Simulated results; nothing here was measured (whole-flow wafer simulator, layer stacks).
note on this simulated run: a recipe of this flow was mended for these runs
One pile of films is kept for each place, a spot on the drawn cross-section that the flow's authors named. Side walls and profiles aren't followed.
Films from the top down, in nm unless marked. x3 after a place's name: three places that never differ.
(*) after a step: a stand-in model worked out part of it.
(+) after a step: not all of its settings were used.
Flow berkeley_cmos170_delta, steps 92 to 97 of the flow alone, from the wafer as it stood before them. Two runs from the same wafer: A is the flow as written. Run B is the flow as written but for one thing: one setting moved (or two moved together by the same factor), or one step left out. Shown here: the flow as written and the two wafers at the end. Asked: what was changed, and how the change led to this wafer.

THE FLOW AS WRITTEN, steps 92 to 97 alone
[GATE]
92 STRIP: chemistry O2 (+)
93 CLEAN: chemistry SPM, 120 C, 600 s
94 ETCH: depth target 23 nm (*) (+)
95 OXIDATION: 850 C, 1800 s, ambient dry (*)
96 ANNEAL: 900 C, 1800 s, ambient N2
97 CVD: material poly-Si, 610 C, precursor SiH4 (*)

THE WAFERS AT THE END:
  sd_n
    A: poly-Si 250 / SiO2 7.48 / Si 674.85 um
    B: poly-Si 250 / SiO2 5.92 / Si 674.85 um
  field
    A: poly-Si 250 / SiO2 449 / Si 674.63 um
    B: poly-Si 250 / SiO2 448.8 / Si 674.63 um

The cause: step 95, OXIDATION: 827 C was run, where the flow has 850 C.

How the change led to this, step by step:
  95 OXIDATION: 850 C, 1800 s, ambient dry (*)
      sd_n, spacer_n, gate, sd_p, spacer_p x2, contact, m1: A SiO2 +7.48 (new film), Si -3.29 | B SiO2 +5.92 (new film), Si -2.6
